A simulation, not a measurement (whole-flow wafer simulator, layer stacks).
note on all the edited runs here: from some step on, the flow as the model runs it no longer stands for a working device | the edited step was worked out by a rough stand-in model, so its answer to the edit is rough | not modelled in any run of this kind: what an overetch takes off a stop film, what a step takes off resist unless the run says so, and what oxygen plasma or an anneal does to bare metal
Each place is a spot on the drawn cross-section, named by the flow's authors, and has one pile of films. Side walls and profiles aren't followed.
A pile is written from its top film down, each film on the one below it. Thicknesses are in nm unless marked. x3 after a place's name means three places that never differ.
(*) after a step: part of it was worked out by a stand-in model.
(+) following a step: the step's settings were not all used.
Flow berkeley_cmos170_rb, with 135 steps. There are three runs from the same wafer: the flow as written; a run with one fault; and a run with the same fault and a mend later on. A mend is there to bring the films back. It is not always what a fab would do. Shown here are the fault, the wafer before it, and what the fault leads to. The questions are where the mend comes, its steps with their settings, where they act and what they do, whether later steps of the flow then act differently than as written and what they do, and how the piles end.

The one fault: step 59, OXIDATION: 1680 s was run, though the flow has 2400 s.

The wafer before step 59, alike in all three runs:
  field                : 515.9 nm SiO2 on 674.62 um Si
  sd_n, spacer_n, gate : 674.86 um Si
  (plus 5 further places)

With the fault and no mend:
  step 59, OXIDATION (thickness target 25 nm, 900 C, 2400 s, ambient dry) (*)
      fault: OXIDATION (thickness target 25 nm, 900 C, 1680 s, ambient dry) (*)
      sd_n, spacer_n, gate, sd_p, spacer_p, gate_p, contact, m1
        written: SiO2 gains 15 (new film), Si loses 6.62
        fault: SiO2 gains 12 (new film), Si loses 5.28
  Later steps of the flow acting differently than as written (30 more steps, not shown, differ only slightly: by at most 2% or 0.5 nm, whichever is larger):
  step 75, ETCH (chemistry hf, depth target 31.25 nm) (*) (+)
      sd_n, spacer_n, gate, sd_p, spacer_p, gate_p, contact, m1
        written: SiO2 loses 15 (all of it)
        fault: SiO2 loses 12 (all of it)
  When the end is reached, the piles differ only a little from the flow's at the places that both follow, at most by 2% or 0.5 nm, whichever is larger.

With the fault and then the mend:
  After step 59 comes the mend.
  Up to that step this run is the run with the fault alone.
  step 59a, OXIDATION (thickness target 25 nm, 900 C, 720 s, ambient dry) (*) (the flow's step 59, run once more with other settings)
      sd_n, spacer_n, gate, sd_p, spacer_p, gate_p, contact, m1
        SiO2 gains 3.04, Si loses 1.34
      field
        SiO2 gains 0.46, Si loses 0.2
  None of the later steps of the flow acts differently than as written at any place that is followed.
  By the end, the piles equal the flow's at every place that both follow.
